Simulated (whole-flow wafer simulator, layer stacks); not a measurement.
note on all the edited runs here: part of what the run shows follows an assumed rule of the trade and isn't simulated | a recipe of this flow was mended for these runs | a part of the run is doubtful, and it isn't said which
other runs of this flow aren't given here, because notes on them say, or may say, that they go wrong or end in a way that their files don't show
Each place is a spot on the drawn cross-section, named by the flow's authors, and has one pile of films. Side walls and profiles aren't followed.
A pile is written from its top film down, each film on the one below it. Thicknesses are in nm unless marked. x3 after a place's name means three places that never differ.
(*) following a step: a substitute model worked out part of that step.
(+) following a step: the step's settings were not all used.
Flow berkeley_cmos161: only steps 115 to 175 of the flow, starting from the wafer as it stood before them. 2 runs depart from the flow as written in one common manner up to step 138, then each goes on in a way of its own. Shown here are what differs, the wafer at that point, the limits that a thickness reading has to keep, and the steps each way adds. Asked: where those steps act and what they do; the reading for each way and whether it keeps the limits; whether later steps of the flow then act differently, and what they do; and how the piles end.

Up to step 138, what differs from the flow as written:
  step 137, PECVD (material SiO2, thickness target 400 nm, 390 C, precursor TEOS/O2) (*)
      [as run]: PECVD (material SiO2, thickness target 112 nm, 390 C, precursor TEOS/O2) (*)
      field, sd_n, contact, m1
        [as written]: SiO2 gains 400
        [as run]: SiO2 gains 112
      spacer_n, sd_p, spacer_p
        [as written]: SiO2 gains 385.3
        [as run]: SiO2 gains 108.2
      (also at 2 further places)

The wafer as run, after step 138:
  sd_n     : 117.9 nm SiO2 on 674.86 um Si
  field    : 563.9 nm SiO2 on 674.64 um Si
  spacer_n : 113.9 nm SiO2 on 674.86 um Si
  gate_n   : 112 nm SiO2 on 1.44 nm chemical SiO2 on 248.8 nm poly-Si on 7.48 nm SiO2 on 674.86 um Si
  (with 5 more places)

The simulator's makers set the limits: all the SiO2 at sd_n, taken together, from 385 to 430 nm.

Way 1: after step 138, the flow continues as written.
  After step 138, the reading is 117.9 nm, outside the limits.
  Later steps of the flow acting differently than as written (not shown: 3 more steps that differ only slightly, by at most 2% or 0.5 nm, whichever is larger):
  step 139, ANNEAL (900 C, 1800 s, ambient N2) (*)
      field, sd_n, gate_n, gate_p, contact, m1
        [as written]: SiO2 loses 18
        [this way]: SiO2 loses 5.04
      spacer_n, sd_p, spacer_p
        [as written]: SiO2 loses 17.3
        [this way]: SiO2 loses 4.87
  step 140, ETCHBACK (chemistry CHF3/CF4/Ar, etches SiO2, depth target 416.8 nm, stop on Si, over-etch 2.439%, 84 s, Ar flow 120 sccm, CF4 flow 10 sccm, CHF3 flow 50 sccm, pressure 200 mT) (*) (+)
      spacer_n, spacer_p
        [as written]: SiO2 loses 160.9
        [this way]: nothing
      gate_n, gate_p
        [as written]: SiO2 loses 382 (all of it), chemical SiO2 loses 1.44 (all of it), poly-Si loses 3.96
        [this way]: SiO2 loses 107 (all of it), chemical SiO2 loses 1.44 (all of it), poly-Si loses 29
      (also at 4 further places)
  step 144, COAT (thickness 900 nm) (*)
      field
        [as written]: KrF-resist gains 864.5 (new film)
        [this way]: KrF-resist gains 925 (new film)
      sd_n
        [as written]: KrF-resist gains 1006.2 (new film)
        [this way]: KrF-resist gains 869.4 (new film)
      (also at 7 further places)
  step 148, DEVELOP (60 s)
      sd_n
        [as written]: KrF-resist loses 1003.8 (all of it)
        [this way]: KrF-resist loses 867.3 (all of it)
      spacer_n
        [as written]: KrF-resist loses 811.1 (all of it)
        [this way]: KrF-resist loses 785.9 (all of it)
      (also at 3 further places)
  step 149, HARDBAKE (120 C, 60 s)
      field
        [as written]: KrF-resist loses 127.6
        [this way]: KrF-resist loses 136.7
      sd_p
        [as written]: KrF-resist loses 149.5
        [this way]: KrF-resist loses 132.5
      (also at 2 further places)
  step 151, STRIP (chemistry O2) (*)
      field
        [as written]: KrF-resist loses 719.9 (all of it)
        [this way]: KrF-resist loses 771.2 (all of it)
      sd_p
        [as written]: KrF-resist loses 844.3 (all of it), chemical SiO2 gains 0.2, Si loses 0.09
        [this way]: KrF-resist loses 747.7 (all of it), chemical SiO2 gains 0.19, Si loses 0.08
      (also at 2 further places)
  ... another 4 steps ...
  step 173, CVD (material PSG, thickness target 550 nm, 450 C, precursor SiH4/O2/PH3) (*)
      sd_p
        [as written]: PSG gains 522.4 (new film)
        [this way]: PSG gains 550 (new film)
  By the end, the piles at field, spacer_n, gate_n, sd_p, spacer_p, gate_p depart from the flow's by more than 2% or 0.5 nm, whichever is larger.
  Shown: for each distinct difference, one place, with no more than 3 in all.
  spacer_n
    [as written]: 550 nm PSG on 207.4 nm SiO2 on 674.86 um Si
    [this way]: 550 nm PSG on 103.6 nm SiO2 on 674.86 um Si
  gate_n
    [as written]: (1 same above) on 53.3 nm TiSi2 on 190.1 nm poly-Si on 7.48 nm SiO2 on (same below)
    [this way]: (1 same above) on 53.3 nm TiSi2 on 165.1 nm poly-Si on 7.48 nm SiO2 on (same below)
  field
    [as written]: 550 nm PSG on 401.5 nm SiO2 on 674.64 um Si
    [this way]: 550 nm PSG on 126.5 nm SiO2 on 674.64 um Si

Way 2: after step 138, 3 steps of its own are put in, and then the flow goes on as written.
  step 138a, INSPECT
      leaves every film unchanged at each place that is followed
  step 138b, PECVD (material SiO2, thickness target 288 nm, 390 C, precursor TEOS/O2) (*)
      field, sd_n, gate_n, gate_p, contact, m1
        SiO2 gains 288
      sd_p, spacer_p
        SiO2 gains 275.2
      spacer_n
        SiO2 gains 276.6
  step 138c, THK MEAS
      leaves every film unchanged at each place that is followed
  After step 138c, the reading is 405.9 nm, within the limits.
  Later steps of the flow acting differently than as written (not shown: 11 more steps that differ only slightly, by at most 2% or 0.5 nm, whichever is larger):
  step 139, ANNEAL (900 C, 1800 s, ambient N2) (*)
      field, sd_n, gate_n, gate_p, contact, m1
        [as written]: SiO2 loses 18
        [this way]: nothing
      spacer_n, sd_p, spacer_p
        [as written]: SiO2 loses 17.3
        [this way]: nothing
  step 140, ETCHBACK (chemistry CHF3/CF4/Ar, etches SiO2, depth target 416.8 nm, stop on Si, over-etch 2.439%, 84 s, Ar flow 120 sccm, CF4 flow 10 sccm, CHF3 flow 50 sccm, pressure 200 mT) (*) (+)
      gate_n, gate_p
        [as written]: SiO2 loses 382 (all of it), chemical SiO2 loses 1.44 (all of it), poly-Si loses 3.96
        [this way]: SiO2 loses 400 (all of it), chemical SiO2 loses 1.44 (all of it), poly-Si loses 2.32
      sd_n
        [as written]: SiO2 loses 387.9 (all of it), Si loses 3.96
        [this way]: SiO2 loses 405.9 (all of it), Si loses 2.32
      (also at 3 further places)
  By the end, the piles at field, spacer_n, spacer_p depart from the flow's by more than 2% or 0.5 nm, whichever is larger.
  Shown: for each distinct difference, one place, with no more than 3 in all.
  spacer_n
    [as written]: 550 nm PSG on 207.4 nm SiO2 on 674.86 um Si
    [this way]: 550 nm PSG on 225.4 nm SiO2 on 674.86 um Si
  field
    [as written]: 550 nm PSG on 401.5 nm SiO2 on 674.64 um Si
    [this way]: 550 nm PSG on 419.5 nm SiO2 on 674.64 um Si

The limits are kept by: way 2. They are not kept by: way 1.
